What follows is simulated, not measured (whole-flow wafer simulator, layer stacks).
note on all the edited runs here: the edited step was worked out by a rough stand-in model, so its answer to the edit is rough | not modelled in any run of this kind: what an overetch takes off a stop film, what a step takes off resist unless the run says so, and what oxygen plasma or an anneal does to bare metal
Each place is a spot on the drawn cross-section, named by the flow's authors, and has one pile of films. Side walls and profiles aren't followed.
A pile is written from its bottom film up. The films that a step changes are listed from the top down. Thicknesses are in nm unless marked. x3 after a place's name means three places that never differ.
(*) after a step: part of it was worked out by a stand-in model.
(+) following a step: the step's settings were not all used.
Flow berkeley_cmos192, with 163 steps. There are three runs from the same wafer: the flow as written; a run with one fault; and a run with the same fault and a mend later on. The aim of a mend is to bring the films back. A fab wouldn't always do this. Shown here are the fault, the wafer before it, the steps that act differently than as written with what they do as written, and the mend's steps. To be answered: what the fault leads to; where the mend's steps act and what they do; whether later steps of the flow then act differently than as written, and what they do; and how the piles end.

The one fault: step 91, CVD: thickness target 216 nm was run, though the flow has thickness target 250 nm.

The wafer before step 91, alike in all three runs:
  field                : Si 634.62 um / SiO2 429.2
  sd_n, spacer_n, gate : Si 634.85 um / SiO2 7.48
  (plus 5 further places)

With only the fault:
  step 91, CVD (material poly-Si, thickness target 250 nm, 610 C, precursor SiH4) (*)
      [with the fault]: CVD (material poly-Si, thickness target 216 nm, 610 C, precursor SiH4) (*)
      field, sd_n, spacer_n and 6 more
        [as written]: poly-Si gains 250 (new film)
        [with the fault]: poly-Si gains 216 (new film)
  Later steps of the flow acting differently than as written (not shown: 17 more steps that differ only slightly, by at most 2% or 0.5 nm, whichever is larger):
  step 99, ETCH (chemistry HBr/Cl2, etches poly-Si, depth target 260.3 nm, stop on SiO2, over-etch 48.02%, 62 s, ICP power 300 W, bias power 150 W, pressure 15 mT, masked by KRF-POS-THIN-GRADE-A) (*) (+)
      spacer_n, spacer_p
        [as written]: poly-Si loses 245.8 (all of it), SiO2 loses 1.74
        [with the fault]: poly-Si loses 211.8 (all of it), SiO2 loses 4.35
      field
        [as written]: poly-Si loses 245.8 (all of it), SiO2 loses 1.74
        [with the fault]: poly-Si loses 211.9 (all of it), SiO2 loses 4.35
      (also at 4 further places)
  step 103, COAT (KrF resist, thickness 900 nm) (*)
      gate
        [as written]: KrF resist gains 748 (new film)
        [with the fault]: KrF resist gains 775.9 (new film)
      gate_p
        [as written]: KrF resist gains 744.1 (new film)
        [with the fault]: KrF resist gains 771.9 (new film)
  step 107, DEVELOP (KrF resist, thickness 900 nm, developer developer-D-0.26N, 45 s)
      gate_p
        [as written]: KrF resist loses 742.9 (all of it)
        [with the fault]: KrF resist loses 770.7 (all of it)
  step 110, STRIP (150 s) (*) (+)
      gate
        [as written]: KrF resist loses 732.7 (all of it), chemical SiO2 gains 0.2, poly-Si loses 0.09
        [with the fault]: KrF resist loses 760.4 (all of it), chemical SiO2 gains 0.2, poly-Si loses 0.09
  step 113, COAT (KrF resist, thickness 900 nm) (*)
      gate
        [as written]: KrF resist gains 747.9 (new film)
        [with the fault]: KrF resist gains 775.1 (new film)
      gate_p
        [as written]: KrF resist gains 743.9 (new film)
        [with the fault]: KrF resist gains 771.1 (new film)
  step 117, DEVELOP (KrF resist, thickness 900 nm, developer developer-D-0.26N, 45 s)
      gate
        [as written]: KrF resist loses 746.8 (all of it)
        [with the fault]: KrF resist loses 773.9 (all of it)
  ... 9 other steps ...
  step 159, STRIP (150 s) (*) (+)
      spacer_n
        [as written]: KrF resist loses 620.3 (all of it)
        [with the fault]: KrF resist loses 638.3 (all of it)
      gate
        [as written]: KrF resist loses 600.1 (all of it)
        [with the fault]: KrF resist loses 616.2 (all of it)
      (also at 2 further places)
  By the end, the piles at spacer_n, gate, spacer_p, gate_p depart from the flow's by more than 2% or 0.5 nm, whichever is larger.
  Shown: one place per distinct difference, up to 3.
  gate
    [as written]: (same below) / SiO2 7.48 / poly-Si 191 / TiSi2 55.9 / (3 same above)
    [with the fault]: (same below) / SiO2 7.48 / poly-Si 157 / TiSi2 55.9 / (3 same above)
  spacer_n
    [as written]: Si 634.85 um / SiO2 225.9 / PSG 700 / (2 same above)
    [with the fault]: Si 634.85 um / SiO2 191.9 / PSG 700 / (2 same above)
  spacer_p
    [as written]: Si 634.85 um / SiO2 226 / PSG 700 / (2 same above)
    [with the fault]: Si 634.85 um / SiO2 192 / PSG 700 / (2 same above)

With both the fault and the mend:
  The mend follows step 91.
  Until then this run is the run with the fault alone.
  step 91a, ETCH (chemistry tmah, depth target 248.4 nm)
      field, sd_n, spacer_n and 6 more
        poly-Si loses 216 (all of it)
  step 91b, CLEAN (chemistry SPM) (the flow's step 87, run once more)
      alters no film at any place that is followed
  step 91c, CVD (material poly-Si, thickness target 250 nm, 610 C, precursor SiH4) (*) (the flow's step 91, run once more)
      field, sd_n, spacer_n and 6 more
        poly-Si gains 250 (new film)
  Every later step of the flow that is run acts as written at every place that is followed.
  The piles end the same as the flow's at every place that both follow.
